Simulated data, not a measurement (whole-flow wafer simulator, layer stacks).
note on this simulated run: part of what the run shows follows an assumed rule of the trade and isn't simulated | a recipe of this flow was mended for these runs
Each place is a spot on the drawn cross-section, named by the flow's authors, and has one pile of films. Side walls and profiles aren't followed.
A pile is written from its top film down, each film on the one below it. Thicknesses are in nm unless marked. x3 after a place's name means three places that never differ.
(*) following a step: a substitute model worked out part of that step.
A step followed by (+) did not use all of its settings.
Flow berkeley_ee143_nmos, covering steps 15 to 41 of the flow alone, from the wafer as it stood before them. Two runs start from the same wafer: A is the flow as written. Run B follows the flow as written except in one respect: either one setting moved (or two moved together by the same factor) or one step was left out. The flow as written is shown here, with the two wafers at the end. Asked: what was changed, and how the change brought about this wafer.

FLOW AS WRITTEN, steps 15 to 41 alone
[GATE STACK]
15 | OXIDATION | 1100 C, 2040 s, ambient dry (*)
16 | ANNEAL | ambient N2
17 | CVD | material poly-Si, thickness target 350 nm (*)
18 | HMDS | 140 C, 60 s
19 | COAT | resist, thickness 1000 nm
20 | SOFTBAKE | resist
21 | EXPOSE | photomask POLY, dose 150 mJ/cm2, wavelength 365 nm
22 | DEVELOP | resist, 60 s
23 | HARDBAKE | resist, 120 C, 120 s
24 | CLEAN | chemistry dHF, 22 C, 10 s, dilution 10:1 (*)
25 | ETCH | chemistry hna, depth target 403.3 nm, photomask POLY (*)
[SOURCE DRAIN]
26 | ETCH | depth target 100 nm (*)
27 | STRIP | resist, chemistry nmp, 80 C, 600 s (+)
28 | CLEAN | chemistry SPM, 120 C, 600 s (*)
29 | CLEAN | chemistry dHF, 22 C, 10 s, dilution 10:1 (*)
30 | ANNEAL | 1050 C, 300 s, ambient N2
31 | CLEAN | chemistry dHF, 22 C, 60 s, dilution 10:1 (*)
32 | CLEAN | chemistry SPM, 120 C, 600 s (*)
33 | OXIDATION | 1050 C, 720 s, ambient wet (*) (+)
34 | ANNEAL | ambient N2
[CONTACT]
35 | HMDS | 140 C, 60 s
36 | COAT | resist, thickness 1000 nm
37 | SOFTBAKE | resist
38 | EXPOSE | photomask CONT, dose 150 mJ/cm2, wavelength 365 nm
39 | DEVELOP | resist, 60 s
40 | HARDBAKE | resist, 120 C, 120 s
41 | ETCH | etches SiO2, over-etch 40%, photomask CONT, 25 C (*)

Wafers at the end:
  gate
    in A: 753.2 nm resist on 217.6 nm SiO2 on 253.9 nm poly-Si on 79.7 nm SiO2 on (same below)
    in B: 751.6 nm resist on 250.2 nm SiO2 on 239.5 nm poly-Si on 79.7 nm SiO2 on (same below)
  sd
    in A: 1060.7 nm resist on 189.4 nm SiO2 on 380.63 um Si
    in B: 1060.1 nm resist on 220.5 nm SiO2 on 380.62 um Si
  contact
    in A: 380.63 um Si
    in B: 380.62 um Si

Cause: step 33, OXIDATION: 893 s was run, whereas the flow has 720 s.

How this came from the change, step by step:
  33 | OXIDATION | 1050 C, 720 s, ambient wet (*) (+)
      sd, contact: A SiO2 gains 189.4 (new film), chemical SiO2 loses 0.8 (all of it), Si loses 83 | B SiO2 gains 220.5 (new film), chemical SiO2 loses 0.8 (all of it), Si loses 96.7
      gate: A SiO2 gains 217.6 (new film), chemical SiO2 loses 0.8 (all of it), poly-Si loses 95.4 | B SiO2 gains 250.2 (new film), chemical SiO2 loses 0.8 (all of it), poly-Si loses 109.8
      (and at 1 other place as well)
  41 | ETCH | etches SiO2, over-etch 40%, photomask CONT, 25 C (*)
      contact: A SiO2 loses 189.4 (all of it) | B SiO2 loses 220.5 (all of it)
